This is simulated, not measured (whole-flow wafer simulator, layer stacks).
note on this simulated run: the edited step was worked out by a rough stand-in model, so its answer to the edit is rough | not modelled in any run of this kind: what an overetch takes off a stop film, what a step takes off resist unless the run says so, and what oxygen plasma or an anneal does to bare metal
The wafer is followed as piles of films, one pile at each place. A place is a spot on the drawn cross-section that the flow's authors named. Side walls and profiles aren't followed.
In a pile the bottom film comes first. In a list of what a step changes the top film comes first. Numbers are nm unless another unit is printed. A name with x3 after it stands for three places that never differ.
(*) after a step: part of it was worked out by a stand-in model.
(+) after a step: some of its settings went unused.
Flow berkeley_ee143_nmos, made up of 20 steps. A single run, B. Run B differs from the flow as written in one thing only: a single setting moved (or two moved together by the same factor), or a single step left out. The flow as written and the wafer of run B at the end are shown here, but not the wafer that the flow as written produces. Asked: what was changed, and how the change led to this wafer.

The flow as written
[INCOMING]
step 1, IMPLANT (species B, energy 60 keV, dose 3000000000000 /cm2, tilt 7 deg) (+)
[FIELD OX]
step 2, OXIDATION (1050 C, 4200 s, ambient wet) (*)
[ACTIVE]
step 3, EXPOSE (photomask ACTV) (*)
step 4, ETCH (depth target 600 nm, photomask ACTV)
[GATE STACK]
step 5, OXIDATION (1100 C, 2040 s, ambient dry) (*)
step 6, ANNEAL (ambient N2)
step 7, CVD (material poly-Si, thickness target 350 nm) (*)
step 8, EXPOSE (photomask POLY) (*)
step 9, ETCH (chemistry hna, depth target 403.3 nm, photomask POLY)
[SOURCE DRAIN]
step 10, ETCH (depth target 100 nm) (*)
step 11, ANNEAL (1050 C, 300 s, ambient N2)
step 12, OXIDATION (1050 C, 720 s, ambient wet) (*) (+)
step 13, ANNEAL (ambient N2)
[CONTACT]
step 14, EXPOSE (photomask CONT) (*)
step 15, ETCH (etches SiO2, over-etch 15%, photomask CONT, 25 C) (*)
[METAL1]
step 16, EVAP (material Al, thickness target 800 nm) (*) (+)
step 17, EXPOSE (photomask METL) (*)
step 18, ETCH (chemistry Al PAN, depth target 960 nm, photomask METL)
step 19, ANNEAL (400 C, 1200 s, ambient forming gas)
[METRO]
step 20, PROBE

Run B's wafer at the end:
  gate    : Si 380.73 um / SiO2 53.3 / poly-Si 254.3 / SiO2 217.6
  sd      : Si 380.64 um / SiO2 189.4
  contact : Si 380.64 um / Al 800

What caused this: step 5, OXIDATION: 1036 s was run, though the flow has 2040 s.

How this came from the change, step by step:
  step 5, OXIDATION (1100 C, 2040 s, ambient dry) (*)
      gate, sd, contact: +53.3 SiO2 (new film), -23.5 Si (it would be, as written: +79.7 SiO2 (new film), -35.1 Si)
      field: +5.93 SiO2, -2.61 Si (it would be, as written: +11.6 SiO2, -5.1 Si)
  step 10, ETCH (depth target 100 nm) (*)
      sd, contact: -53.3 SiO2 (all of it) (it would be, as written: -79.7 SiO2 (all of it))
